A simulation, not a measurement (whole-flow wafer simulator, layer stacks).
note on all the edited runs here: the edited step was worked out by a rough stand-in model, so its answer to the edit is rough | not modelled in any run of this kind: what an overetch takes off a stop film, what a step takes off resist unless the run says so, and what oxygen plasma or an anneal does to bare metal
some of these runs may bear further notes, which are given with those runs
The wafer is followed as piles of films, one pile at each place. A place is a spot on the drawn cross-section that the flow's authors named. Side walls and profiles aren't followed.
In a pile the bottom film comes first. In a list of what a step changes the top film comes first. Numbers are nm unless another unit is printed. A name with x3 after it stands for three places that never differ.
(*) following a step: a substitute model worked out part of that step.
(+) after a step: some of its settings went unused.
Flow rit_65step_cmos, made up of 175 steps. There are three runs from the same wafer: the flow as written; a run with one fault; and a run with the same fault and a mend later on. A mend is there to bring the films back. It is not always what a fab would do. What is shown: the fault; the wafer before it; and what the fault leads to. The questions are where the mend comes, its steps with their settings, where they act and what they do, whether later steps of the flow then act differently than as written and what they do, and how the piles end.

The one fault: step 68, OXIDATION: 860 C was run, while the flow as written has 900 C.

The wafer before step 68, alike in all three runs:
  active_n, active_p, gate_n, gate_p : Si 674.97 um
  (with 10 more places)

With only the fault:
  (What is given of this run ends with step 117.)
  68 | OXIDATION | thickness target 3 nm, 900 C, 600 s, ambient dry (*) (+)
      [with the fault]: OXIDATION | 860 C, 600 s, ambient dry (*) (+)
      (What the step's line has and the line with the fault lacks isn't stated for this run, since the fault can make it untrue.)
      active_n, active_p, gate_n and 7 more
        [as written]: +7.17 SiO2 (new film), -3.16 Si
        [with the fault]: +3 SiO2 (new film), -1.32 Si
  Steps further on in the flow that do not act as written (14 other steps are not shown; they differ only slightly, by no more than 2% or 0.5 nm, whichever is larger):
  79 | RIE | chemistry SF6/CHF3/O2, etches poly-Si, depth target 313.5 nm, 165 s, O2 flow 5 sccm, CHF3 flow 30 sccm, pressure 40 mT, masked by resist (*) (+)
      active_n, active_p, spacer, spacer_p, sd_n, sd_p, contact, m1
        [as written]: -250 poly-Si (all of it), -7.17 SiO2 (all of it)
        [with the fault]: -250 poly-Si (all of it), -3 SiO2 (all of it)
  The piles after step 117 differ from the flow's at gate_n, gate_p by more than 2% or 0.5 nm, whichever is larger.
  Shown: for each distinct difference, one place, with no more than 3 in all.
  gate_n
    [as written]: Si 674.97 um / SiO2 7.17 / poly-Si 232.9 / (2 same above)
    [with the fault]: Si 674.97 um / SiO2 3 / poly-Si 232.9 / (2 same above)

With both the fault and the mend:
  The mend stands after step 69.
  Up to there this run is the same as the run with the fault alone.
  69a | OXIDATION | 900 C, 488.4 s, ambient dry (*) (+) (a further turn of the flow's step 68, with different settings)
      active_n, active_p, gate_n and 7 more
        +4 SiO2, -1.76 Si
  Every later step of the flow that is run acts as written, at every place that is followed, to within 2% or 0.5 nm, whichever is larger.
  The piles end only slightly different from the flow's at the places that both follow, by no more than 2% or 0.5 nm, whichever is larger.
